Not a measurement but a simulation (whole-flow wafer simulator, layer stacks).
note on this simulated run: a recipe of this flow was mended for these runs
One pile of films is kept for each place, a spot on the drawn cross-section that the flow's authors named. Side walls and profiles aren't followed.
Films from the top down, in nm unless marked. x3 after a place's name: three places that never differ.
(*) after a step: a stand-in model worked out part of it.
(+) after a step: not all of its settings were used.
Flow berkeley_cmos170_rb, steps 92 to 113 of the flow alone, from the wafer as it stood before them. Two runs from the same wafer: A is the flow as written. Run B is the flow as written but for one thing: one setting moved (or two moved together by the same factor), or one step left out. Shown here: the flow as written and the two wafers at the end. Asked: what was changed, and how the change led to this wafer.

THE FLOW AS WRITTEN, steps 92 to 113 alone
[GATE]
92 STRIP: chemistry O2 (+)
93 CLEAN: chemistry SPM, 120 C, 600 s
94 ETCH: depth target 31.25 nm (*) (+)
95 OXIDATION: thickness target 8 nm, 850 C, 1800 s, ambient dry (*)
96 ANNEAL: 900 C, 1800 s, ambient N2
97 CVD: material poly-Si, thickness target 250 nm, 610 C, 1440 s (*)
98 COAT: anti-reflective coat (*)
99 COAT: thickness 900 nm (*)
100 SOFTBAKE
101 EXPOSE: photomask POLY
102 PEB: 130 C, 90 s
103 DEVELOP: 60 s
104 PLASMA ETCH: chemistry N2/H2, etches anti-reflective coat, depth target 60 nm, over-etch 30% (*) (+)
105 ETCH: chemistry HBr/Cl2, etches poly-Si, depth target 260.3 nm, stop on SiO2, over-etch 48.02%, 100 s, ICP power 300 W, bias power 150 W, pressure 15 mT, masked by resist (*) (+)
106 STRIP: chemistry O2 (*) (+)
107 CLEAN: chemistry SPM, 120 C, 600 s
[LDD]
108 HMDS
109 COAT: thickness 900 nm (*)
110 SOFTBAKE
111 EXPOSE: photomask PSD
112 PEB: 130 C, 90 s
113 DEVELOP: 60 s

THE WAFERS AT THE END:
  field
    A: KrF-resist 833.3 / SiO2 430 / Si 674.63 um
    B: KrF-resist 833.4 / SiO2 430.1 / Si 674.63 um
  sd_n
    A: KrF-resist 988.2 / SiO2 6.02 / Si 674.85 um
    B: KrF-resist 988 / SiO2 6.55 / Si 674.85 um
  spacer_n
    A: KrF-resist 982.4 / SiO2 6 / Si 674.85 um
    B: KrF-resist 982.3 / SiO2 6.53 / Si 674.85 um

The cause: step 95, OXIDATION: thickness target 8.96 nm was run, where the flow has thickness target 8 nm; step 95, OXIDATION: 2016 s was run, where the flow has 1800 s.

How the change led to this, step by step:
  95 OXIDATION: thickness target 8 nm, 850 C, 1800 s, ambient dry (*)
      sd_n, spacer_n, gate, sd_p, spacer_p, gate_p, contact, m1: A SiO2 +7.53 (new film), Si -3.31 | B SiO2 +8.06 (new film), Si -3.55
